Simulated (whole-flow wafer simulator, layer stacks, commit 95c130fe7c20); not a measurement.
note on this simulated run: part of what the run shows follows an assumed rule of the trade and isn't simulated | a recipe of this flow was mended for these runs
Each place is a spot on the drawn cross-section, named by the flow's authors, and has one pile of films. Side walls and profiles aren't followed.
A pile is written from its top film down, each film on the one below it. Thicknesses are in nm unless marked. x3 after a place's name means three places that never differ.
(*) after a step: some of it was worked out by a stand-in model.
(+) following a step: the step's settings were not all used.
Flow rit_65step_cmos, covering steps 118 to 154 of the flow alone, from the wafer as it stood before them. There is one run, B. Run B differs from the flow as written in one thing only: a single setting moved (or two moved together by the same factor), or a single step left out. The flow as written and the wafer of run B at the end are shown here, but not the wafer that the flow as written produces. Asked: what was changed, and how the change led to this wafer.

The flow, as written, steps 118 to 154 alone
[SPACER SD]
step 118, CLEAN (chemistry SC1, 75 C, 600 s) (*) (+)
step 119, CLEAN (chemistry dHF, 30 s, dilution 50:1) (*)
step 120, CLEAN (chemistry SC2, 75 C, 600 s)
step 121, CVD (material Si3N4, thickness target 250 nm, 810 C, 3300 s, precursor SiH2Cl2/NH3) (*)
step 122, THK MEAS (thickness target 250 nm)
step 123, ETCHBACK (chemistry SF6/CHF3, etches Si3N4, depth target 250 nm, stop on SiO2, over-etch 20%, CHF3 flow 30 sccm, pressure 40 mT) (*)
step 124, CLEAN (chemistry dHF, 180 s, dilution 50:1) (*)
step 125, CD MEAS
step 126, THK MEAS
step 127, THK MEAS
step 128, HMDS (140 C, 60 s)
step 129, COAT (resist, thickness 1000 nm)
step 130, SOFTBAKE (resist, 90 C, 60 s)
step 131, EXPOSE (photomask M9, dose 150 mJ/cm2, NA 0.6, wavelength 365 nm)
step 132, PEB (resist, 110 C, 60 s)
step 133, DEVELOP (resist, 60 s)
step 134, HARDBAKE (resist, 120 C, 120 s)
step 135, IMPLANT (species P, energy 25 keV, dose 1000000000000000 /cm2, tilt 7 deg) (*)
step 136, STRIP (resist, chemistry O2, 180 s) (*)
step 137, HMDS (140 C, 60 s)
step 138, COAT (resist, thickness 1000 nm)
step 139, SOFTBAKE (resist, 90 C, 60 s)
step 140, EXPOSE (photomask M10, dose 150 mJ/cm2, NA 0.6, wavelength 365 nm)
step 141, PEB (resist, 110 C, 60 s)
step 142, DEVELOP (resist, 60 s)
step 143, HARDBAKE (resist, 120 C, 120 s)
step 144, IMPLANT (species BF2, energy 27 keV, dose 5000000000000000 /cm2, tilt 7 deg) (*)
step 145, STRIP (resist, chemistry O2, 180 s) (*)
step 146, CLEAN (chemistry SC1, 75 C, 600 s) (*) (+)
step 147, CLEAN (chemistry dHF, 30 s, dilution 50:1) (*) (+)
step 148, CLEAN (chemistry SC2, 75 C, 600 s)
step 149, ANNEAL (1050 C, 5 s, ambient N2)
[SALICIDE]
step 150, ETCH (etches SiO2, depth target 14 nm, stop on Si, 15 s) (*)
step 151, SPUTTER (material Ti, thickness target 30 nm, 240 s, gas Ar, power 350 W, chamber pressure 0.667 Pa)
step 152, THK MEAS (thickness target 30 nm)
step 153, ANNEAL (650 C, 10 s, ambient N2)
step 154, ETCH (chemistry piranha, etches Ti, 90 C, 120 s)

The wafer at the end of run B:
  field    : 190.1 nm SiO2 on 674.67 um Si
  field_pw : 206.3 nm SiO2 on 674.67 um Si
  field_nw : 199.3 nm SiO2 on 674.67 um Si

What caused this: step 124, CLEAN: 223 s was run, though the flow has 180 s.

Step by step, how the change led to this:
  step 124, CLEAN (chemistry dHF, 180 s, dilution 50:1) (*)
      field, field_p: -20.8 SiO2 (as written it would have been: -16.8 SiO2)
      field_pw, field_nw: -20.7 SiO2 (as written it would have been: -16.7 SiO2)
